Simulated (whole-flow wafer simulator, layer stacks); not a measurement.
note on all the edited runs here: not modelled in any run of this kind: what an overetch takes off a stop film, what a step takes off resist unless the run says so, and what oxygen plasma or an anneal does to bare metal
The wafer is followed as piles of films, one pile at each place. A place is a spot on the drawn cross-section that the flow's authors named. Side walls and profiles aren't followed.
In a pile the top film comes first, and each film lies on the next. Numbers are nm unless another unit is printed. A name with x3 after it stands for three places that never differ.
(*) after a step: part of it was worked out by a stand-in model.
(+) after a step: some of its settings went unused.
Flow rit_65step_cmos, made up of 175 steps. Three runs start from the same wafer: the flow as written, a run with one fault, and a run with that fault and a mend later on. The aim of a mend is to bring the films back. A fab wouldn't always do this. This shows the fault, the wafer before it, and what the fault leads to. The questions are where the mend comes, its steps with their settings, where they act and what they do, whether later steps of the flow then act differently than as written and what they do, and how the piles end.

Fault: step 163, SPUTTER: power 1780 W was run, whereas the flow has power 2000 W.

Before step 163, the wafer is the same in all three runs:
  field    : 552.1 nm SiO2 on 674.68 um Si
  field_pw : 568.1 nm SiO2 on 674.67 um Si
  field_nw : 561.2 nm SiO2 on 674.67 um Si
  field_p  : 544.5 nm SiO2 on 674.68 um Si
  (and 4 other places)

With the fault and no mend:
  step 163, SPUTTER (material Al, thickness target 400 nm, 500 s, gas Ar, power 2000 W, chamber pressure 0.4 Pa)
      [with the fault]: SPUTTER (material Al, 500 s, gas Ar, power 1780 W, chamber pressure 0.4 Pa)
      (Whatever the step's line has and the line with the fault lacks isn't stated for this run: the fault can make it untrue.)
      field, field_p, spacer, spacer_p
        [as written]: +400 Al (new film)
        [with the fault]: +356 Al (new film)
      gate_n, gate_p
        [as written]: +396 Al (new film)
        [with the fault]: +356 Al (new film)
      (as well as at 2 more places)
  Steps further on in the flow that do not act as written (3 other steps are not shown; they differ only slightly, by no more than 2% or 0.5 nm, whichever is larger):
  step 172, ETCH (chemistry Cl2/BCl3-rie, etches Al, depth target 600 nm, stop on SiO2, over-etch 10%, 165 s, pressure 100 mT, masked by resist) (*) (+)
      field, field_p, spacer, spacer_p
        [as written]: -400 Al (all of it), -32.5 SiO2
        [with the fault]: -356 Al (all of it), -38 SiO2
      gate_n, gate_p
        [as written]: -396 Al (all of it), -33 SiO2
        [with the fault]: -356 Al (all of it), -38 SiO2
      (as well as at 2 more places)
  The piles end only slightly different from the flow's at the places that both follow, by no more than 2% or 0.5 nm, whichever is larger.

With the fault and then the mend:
  The mend follows step 171.
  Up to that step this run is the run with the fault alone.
  step 171a, STRIP (resist, chemistry nmp, 80 C, 600 s) (+)
      does not change any film at any place that is followed
  step 171b, SPUTTER (material Al, thickness target 44 nm, 55 s, gas Ar, power 2000 W, chamber pressure 0.4 Pa) (a further turn of the flow's step 163, with different settings)
      field, field_pw, field_nw, field_p, spacer, spacer_p
        +44 Al
      gate_n, gate_p
        +43.2 Al
  step 171c, HMDS (140 C, 60 s) (a further turn of the flow's step 165)
      does not change any film at any place that is followed
  step 171d, COAT (resist, thickness 1300 nm) (a further turn of the flow's step 166)
      field
        +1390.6 resist (new film)
      field_pw
        +1358.7 resist (new film)
      field_nw
        +1364.3 resist (new film)
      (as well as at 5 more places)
  step 171e, SOFTBAKE (resist, 90 C, 60 s) (a further turn of the flow's step 167)
      does not change any film at any place that is followed
  step 171f, EXPOSE (photomask M12, dose 250 mJ/cm2, NA 0.6, wavelength 365 nm) (a further turn of the flow's step 168)
      does not change any film at any place that is followed
  step 171g, PEB (resist, 110 C, 60 s) (a further turn of the flow's step 169)
      field
        -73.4 resist
      field_pw
        -71.5 resist
      field_nw
        -71.8 resist
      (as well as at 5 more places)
  step 171h, DEVELOP (resist, thickness 1300 nm, 68 s) (a further turn of the flow's step 170)
      field
        -1317.2 resist (all of it)
      field_pw
        -1287.2 resist (all of it)
      field_nw
        -1292.6 resist (all of it)
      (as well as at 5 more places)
  step 171i, HARDBAKE (resist, 140 C, 120 s) (a further turn of the flow's step 171)
      does not change any film at any place that is followed
  None of the later steps of the flow differs from how it acts as written, at any place that is followed, by more than 2% or 0.5 nm, whichever is larger.
  The piles end only slightly different from the flow's at the places that both follow, by no more than 2% or 0.5 nm, whichever is larger.
